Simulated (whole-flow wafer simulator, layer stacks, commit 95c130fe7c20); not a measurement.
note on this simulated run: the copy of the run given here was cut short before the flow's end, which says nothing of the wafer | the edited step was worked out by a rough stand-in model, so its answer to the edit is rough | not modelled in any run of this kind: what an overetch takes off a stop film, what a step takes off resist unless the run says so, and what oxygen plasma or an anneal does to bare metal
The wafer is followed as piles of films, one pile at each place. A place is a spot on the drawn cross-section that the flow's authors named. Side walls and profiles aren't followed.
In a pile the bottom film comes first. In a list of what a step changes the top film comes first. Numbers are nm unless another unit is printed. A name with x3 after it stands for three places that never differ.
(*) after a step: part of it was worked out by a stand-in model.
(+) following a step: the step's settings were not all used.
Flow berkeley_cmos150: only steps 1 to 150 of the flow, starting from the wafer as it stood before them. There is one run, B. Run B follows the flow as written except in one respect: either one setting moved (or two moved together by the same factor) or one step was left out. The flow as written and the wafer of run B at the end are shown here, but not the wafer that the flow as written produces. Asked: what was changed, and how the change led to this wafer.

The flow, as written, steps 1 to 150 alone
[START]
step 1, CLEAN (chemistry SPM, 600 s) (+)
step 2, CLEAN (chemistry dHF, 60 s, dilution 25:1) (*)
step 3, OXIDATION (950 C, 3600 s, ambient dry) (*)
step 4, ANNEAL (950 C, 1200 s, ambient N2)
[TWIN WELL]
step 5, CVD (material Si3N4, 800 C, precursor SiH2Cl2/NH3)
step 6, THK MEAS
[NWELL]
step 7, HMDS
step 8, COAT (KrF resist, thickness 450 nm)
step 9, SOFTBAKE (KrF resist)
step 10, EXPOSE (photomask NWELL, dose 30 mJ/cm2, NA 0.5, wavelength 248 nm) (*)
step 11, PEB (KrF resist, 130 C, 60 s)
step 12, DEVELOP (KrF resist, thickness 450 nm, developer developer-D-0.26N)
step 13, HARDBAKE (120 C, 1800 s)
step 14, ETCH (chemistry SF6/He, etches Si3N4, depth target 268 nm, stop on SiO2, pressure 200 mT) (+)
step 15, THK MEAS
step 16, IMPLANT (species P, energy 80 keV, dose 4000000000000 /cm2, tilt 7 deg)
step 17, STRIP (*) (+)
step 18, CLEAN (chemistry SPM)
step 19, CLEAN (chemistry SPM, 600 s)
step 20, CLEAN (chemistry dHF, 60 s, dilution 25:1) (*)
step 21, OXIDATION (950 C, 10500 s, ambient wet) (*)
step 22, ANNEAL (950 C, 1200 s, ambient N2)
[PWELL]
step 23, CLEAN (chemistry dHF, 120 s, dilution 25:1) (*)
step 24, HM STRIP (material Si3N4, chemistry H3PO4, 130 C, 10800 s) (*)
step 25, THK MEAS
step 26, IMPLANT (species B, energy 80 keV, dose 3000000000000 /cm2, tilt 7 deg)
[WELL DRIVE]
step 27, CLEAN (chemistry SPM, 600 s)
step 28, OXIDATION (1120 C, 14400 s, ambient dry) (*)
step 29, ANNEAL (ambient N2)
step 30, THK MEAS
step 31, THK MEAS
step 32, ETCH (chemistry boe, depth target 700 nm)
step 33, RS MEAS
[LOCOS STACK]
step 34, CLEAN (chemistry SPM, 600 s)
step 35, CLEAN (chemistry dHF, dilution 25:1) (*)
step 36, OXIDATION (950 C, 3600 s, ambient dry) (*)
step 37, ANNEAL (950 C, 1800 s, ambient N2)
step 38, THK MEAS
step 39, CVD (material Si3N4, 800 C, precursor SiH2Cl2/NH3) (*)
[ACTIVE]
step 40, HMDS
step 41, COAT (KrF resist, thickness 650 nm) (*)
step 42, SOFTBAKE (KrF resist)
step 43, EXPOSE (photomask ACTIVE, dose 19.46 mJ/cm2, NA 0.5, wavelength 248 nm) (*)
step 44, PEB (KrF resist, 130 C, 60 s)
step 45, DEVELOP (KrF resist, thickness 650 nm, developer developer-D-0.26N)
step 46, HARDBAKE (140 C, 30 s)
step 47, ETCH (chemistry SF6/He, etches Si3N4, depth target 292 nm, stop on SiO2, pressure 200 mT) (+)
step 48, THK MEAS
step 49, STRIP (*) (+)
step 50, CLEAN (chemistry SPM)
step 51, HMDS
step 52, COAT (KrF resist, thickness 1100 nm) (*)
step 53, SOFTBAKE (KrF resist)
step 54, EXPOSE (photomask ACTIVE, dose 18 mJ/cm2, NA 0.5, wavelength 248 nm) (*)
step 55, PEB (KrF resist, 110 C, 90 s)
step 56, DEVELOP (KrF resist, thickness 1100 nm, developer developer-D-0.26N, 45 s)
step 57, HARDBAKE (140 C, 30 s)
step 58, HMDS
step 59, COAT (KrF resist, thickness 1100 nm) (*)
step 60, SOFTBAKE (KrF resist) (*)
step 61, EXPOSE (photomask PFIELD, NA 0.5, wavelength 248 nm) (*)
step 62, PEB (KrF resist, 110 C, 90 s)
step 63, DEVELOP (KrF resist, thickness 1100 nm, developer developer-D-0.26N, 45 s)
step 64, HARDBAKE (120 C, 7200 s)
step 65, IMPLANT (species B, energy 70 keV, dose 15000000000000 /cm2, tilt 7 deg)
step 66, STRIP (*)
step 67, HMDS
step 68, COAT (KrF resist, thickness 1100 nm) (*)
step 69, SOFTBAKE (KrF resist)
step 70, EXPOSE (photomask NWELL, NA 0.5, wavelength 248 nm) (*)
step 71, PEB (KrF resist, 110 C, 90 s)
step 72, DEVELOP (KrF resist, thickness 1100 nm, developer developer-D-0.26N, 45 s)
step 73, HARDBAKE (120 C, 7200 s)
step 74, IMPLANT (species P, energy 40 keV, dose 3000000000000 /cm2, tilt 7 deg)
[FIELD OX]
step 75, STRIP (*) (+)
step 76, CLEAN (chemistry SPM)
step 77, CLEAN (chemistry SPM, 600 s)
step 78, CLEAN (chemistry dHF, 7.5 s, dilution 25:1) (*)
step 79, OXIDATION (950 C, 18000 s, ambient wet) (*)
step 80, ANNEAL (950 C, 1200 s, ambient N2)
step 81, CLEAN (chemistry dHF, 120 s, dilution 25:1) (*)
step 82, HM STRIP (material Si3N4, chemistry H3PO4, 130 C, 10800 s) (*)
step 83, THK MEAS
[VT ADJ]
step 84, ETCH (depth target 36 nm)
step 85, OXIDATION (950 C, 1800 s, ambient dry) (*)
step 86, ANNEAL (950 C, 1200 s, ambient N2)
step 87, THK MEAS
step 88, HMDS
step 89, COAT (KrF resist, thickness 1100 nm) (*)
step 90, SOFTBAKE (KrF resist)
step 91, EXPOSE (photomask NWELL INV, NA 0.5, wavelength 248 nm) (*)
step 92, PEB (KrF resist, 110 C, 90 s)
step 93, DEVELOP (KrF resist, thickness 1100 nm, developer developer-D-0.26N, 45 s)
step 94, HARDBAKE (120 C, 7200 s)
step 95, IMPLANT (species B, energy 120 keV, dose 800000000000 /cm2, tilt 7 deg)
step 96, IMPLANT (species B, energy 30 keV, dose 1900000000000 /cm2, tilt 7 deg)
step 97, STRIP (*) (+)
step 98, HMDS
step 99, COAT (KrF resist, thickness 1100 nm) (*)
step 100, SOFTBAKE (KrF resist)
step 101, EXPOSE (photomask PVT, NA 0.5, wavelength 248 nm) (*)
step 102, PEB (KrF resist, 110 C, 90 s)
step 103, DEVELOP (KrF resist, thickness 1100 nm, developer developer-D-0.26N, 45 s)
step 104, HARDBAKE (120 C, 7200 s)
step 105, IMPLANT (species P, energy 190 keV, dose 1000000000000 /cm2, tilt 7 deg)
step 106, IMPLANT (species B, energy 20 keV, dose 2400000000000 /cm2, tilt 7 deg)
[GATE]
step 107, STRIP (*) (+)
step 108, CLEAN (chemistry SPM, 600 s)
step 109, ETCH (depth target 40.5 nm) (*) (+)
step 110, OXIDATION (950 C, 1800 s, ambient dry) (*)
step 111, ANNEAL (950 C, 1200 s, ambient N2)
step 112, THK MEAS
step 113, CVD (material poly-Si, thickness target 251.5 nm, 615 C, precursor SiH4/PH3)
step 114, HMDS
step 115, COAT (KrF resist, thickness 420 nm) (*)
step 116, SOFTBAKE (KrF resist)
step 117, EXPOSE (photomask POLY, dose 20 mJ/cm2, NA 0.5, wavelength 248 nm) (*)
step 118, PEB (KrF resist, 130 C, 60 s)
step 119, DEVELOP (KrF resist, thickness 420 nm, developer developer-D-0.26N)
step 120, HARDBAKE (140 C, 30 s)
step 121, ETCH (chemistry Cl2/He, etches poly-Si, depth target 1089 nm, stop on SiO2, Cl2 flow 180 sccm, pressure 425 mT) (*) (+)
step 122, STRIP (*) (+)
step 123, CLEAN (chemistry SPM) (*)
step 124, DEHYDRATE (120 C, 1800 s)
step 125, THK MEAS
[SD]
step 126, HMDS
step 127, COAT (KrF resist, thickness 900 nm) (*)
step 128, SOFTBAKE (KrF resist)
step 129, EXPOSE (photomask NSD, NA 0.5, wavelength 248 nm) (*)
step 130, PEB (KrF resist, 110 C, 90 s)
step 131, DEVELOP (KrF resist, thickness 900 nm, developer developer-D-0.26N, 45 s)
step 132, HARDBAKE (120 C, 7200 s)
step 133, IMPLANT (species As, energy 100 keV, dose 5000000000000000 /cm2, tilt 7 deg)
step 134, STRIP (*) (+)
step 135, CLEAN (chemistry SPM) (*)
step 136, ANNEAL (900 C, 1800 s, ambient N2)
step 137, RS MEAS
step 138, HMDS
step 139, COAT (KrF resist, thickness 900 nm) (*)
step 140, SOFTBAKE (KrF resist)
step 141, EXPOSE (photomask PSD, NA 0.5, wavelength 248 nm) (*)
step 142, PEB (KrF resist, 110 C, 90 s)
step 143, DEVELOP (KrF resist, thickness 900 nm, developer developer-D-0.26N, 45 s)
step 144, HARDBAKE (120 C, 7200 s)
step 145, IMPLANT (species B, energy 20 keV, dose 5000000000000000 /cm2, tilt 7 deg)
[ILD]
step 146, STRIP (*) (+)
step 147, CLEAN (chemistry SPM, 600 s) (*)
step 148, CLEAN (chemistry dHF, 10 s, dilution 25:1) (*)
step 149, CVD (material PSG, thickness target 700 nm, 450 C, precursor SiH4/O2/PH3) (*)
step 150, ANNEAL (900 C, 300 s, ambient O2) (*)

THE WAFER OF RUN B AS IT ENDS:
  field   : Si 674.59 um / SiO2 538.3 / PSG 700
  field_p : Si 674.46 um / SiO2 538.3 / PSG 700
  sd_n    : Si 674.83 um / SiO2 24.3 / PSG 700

Cause: step 109, ETCH: depth target 24.66 nm was run, while the flow as written has depth target 40.5 nm.

How this came from the change, step by step:
  step 109, ETCH (depth target 40.5 nm) (*) (+)
      sd_n: -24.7 SiO2 (as written it would have been: -40.4 SiO2 (all of it))
      field, field_p: -24.7 SiO2 (as written it would have been: -40.5 SiO2)
  step 110, OXIDATION (950 C, 1800 s, ambient dry) (*)
      sd_n: +13.6 SiO2, -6 Si (as written it would have been: +20.4 SiO2 (new film), -8.98 Si)
  step 122, STRIP (*) (+)
      gate_n: +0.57 chemical SiO2 (new film), -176 KrF resist (all of it), -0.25 poly-Si (as written it would have been: +0.57 chemical SiO2 (new film), -169.8 KrF resist (all of it), -0.25 poly-Si)
